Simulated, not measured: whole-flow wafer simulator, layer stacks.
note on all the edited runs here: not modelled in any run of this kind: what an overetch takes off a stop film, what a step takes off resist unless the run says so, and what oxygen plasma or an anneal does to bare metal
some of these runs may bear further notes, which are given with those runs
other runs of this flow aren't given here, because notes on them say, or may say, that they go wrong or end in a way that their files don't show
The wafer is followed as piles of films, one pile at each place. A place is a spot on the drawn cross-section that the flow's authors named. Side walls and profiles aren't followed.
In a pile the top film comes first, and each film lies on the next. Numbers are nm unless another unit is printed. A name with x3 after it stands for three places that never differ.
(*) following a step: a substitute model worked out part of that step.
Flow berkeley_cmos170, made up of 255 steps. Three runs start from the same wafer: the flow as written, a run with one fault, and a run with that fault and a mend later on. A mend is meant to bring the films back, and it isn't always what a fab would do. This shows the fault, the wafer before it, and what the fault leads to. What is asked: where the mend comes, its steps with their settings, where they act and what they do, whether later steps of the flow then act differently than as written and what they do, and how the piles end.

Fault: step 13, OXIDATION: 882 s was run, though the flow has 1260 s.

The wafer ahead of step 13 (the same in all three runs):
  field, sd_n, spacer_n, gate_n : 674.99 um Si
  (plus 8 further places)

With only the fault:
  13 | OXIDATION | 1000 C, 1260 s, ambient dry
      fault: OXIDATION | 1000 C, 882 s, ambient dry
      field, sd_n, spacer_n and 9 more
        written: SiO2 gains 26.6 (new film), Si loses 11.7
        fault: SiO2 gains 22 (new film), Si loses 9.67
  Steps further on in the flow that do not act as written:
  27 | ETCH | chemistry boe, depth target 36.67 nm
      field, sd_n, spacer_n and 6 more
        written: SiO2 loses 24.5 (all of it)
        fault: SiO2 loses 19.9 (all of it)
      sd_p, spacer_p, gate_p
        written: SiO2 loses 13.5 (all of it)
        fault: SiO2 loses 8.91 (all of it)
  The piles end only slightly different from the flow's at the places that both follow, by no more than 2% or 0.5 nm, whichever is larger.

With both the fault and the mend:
  The mend stands after step 13.
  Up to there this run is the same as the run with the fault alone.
  13a | OXIDATION | 1000 C, 378 s, ambient dry (*) (the flow's step 13, run once more with other settings)
      field, sd_n, spacer_n and 9 more
        SiO2 gains 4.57, Si loses 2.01
  Later steps of the flow that are run all act as written at every place that is followed.
  At every place that both follow, the piles at the end match the flow's.
